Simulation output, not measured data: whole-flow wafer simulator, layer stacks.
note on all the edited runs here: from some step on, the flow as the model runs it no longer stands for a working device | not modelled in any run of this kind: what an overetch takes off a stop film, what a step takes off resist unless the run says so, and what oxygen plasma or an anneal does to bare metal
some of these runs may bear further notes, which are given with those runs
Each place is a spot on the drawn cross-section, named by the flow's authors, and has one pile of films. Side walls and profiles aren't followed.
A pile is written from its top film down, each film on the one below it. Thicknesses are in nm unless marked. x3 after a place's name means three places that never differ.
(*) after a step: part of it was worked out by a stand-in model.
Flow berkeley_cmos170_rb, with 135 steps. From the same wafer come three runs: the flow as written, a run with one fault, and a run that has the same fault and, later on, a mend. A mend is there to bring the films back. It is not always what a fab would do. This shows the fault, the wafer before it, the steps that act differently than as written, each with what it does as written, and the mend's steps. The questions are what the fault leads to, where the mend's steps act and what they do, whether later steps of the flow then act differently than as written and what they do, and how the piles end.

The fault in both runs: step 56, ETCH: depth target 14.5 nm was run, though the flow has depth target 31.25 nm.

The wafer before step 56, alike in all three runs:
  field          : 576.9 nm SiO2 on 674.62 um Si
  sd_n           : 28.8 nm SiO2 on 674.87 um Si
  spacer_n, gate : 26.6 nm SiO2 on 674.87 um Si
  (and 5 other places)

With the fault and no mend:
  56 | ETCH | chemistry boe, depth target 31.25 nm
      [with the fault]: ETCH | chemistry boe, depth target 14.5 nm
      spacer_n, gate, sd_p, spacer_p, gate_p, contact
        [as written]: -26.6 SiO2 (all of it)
        [with the fault]: -14.5 SiO2
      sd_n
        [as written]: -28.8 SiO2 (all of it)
        [with the fault]: -14.5 SiO2
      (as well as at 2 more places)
  Steps further on in the flow that do not act as written (31 other steps are not shown; they differ only slightly, by no more than 2% or 0.5 nm, whichever is larger):
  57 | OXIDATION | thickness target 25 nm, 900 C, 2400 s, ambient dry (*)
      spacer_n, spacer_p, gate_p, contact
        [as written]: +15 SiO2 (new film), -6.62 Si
        [with the fault]: +11.6 SiO2, -5.12 Si
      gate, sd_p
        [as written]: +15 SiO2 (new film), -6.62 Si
        [with the fault]: +11.6 SiO2, -5.11 Si
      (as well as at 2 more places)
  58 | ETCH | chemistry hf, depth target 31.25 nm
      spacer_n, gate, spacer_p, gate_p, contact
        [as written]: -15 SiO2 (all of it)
        [with the fault]: -23.7 SiO2 (all of it)
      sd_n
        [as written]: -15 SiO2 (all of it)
        [with the fault]: -25.5 SiO2 (all of it)
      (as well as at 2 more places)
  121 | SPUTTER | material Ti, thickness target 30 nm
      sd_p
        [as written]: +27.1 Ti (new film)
        [with the fault]: +25.4 Ti (new film)
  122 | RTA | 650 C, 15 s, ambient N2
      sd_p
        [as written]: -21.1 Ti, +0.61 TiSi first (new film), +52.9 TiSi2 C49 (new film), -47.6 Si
        [with the fault]: -19.8 Ti, +50.4 TiSi2 C49 (new film), -45 Si
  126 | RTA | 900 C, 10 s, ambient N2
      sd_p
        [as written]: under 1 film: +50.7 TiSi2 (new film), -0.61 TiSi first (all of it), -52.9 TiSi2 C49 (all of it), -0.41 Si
        [with the fault]: under 1 film: +47.5 TiSi2 (new film), -50.4 TiSi2 C49 (all of it)
  The piles end different from the flow's at sd_p by more than 2% or 0.5 nm, whichever is larger.
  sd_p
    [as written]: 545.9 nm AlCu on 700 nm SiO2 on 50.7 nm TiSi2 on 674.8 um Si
    [with the fault]: 541.4 nm AlCu on 700 nm SiO2 on 47.5 nm TiSi2 on 674.81 um Si

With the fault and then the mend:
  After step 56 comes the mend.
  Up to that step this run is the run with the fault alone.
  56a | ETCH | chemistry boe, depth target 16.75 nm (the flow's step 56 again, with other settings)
      spacer_n, gate, sd_p, spacer_p, gate_p, contact
        -12.1 SiO2 (all of it)
      field
        -16.8 SiO2
      sd_n
        -14.3 SiO2 (all of it)
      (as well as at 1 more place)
  None of the later steps of the flow differs from how it acts as written, at any place that is followed, by more than 2% or 0.5 nm, whichever is larger.
  The piles end the same as the flow's at every place that both follow.
